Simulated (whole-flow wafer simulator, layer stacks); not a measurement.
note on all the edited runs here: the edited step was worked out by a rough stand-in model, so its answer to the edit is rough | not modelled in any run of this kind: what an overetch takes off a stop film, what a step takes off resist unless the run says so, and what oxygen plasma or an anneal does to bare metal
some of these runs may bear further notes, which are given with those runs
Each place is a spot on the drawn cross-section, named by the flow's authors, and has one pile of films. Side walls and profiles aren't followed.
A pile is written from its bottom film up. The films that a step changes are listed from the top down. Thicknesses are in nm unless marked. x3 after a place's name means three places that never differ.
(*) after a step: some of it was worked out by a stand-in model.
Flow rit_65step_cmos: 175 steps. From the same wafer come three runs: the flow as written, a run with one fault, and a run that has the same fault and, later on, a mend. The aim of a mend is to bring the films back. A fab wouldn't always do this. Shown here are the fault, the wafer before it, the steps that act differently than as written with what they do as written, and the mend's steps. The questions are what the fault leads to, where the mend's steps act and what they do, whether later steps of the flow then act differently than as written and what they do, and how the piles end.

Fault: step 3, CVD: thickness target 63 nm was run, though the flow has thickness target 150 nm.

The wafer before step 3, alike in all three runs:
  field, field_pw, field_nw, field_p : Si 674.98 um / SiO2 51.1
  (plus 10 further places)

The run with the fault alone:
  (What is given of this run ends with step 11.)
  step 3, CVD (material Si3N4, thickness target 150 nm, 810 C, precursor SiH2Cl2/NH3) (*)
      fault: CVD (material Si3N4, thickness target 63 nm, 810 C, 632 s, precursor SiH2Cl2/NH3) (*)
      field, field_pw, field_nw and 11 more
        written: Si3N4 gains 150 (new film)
        fault: Si3N4 gains 63 (new film)
  None of the later steps of the flow up to step 11 acts differently than as written at any place that is followed.
  The piles after step 11 differ from the flow's at field, field_pw, field_nw and 11 more by more than 2% or 0.5 nm, whichever is larger.
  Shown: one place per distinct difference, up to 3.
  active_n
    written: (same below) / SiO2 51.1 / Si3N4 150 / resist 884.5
    fault: (same below) / SiO2 51.1 / Si3N4 63 / resist 884.5
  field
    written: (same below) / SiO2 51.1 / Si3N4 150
    fault: (same below) / SiO2 51.1 / Si3N4 63

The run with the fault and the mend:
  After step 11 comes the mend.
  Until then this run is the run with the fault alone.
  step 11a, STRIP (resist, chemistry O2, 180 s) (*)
      active_n, active_p, gate_n and 7 more
        resist loses 884.5 (all of it)
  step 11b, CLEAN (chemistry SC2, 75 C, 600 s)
      does not change any film at any place that is followed
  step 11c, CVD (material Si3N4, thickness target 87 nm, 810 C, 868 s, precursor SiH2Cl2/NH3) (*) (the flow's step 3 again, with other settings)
      field, field_pw, field_nw and 11 more
        Si3N4 gains 87
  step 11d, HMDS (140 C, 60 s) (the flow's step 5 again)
      does not change any film at any place that is followed
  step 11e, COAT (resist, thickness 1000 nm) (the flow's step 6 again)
      field, field_pw, field_nw and 11 more
        resist gains 1000 (new film)
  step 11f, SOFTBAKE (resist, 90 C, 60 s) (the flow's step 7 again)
      does not change any film at any place that is followed
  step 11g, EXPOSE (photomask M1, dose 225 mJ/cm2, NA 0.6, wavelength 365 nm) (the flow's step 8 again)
      does not change any film at any place that is followed
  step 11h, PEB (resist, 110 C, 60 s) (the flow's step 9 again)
      field, field_pw, field_nw and 11 more
        resist loses 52
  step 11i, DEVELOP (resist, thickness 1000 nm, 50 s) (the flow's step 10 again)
      field, field_pw, field_nw, field_p
        resist loses 948 (all of it)
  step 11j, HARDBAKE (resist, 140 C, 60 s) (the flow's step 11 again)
      active_n, active_p, gate_n and 7 more
        resist loses 63.5
  None of the later steps of the flow acts differently than as written at any place that is followed.
  At every place that both follow, the piles at the end match the flow's.
